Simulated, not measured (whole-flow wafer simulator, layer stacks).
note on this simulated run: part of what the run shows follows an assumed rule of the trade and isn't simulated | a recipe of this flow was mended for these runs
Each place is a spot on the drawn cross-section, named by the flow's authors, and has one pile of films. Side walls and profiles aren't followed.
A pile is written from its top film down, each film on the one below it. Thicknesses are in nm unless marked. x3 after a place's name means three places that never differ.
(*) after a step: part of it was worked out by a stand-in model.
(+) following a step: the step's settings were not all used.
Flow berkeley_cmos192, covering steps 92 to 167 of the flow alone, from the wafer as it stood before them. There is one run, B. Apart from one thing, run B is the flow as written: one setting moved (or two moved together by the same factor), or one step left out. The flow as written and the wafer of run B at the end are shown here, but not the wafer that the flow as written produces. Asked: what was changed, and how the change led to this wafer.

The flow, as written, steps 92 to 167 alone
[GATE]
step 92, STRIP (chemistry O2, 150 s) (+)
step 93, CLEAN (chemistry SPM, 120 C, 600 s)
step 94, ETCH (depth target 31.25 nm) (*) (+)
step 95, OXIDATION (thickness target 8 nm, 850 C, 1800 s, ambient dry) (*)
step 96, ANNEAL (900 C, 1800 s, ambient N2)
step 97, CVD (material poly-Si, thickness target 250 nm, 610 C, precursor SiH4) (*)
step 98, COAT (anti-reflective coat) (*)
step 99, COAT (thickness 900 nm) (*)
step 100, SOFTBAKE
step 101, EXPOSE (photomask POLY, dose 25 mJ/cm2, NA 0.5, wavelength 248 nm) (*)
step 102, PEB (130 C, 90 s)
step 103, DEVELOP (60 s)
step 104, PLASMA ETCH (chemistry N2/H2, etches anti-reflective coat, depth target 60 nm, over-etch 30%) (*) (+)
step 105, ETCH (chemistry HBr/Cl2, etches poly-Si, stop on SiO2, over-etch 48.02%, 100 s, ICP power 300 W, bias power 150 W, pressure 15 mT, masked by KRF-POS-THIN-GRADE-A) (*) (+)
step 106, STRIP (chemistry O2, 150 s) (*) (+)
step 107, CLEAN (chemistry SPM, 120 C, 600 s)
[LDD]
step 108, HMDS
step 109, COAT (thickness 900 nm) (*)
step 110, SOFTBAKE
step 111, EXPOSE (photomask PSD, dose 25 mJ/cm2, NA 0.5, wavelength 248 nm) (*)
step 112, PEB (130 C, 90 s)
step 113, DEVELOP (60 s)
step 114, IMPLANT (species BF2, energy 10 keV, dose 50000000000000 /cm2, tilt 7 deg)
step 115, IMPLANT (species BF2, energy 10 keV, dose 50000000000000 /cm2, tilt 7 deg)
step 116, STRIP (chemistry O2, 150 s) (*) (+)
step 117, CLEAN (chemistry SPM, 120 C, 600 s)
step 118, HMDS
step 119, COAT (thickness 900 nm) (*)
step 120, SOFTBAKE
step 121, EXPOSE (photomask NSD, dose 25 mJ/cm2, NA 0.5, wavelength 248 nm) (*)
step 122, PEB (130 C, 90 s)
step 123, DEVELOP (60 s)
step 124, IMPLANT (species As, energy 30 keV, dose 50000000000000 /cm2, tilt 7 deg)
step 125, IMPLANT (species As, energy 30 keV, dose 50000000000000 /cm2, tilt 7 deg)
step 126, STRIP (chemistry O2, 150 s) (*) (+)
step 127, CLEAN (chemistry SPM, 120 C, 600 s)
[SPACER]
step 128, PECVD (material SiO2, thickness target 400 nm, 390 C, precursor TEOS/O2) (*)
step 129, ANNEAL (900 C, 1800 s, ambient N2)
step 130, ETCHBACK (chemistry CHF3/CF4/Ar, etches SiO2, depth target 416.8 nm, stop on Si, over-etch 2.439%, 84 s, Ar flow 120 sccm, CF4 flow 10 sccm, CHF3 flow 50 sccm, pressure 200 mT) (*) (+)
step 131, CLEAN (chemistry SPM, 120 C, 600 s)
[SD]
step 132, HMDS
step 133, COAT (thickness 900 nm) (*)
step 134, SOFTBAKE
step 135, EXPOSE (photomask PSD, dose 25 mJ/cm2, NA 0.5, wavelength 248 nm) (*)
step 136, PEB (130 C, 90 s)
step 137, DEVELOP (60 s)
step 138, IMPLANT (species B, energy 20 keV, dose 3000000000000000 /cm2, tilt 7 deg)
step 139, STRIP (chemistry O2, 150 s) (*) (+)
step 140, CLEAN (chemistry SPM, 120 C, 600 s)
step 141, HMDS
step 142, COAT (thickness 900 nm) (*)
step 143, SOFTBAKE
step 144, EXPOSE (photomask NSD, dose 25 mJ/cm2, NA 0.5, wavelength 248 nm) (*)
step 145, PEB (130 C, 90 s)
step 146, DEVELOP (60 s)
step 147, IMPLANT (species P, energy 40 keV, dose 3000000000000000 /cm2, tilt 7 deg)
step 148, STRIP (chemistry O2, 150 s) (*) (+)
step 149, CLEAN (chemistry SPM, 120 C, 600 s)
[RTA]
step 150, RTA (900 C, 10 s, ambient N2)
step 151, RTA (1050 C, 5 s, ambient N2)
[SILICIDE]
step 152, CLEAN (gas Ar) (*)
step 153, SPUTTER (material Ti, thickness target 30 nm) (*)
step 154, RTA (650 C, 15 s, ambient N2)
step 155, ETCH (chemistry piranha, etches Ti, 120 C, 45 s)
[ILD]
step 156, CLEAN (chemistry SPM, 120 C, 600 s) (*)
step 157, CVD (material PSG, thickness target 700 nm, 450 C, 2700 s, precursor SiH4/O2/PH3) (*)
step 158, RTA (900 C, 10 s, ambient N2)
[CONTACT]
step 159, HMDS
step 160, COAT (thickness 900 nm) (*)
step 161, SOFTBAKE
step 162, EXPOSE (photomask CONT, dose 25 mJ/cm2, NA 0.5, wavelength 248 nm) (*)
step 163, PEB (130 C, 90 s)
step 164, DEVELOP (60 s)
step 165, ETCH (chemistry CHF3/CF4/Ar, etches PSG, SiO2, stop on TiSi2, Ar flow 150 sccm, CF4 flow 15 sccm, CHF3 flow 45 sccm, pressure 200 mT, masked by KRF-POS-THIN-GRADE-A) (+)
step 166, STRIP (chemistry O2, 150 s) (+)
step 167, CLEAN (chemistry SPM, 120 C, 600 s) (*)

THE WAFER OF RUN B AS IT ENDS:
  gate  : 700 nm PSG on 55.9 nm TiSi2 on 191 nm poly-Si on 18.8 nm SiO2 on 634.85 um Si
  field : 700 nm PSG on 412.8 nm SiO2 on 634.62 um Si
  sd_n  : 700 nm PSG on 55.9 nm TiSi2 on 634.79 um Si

What caused this: step 94, ETCH: depth target 31.25 nm (*) (+), was omitted.

The path from the change to this, step by step:
  step 95, OXIDATION (thickness target 8 nm, 850 C, 1800 s, ambient dry) (*)
      sd_n, spacer_n, gate, sd_p, spacer_p, gate_p, contact, m1: +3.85 SiO2, -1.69 Si (as written it would have been: +7.48 SiO2 (new film), -3.29 Si)
  step 98, COAT (anti-reflective coat) (*)
      sd_n: +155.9 anti-reflective coat (new film) (as written it would have been: +143.3 anti-reflective coat (new film))
      spacer_n: +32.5 anti-reflective coat (new film) (as written it would have been: +37.1 anti-reflective coat (new film))
      (also at 6 further places)
  step 104, PLASMA ETCH (chemistry N2/H2, etches anti-reflective coat, depth target 60 nm, over-etch 30%) (*) (+)
      sd_n: -155.9 anti-reflective coat (all of it), -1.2 poly-Si (as written it would have been: -143.3 anti-reflective coat (all of it), -1.1 poly-Si)
      spacer_n: -32.5 anti-reflective coat (all of it), -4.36 poly-Si (as written it would have been: -37.1 anti-reflective coat (all of it), -3.82 poly-Si)
      (also at 4 further places)
  step 106, STRIP (chemistry O2, 150 s) (*) (+)
      gate: +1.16 chemical SiO2 (new film), -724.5 KrF-resist (all of it), -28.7 anti-reflective coat (all of it), -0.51 poly-Si (as written it would have been: +1.16 chemical SiO2 (new film), -709.2 KrF-resist (all of it), -33.7 anti-reflective coat (all of it), -0.51 poly-Si)
      gate_p: +1.16 chemical SiO2 (new film), -696.4 KrF-resist (all of it), -30 anti-reflective coat (all of it), -0.51 poly-Si (as written it would have been: +1.16 chemical SiO2 (new film), -686 KrF-resist (all of it), -33.8 anti-reflective coat (all of it), -0.51 poly-Si)
  step 130, ETCHBACK (chemistry CHF3/CF4/Ar, etches SiO2, depth target 416.8 nm, stop on Si, over-etch 2.439%, 84 s, Ar flow 120 sccm, CF4 flow 10 sccm, CHF3 flow 50 sccm, pressure 200 mT) (*) (+)
      sd_n: -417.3 SiO2 (all of it), -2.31 Si (as written it would have been: -406 SiO2 (all of it), -2.31 Si)
      sd_p: -402 SiO2 (all of it), -2.31 Si (as written it would have been: -392.4 SiO2 (all of it), -2.31 Si)
      (also at 2 further places)
  step 153, SPUTTER (material Ti, thickness target 30 nm) (*)
      sd_p: +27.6 Ti (new film) (as written it would have been: +28.2 Ti (new film))
  step 154, RTA (650 C, 15 s, ambient N2)
      sd_p: -21.5 Ti, +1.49 TiSi first (new film), +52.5 TiSi2 C49 (new film), -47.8 Si (as written it would have been: -22 Ti, +2.72 TiSi first (new film), +51.9 TiSi2 C49 (new film), -48.2 Si)
  step 158, RTA (900 C, 10 s, ambient N2)
      sd_p: under 1 film: +51.4 TiSi2 (new film), -1.39 TiSi first (all of it), -52.5 TiSi2 C49 (all of it), -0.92 Si (as written it would have been: under 1 film: +52.6 TiSi2 (new film), -2.61 TiSi first (all of it), -51.9 TiSi2 C49 (all of it), -1.74 Si)
  step 160, COAT (thickness 900 nm) (*)
      sd_p: +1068 KrF-resist (new film) (as written it would have been: +1044.9 KrF-resist (new film))
  step 166, STRIP (chemistry O2, 150 s) (+)
      sd_n: -802.8 KrF-resist (all of it) (as written it would have been: -784.4 KrF-resist (all of it))
      sd_p: -856.5 KrF-resist (all of it) (as written it would have been: -833.5 KrF-resist (all of it))
      (also at 1 further place)
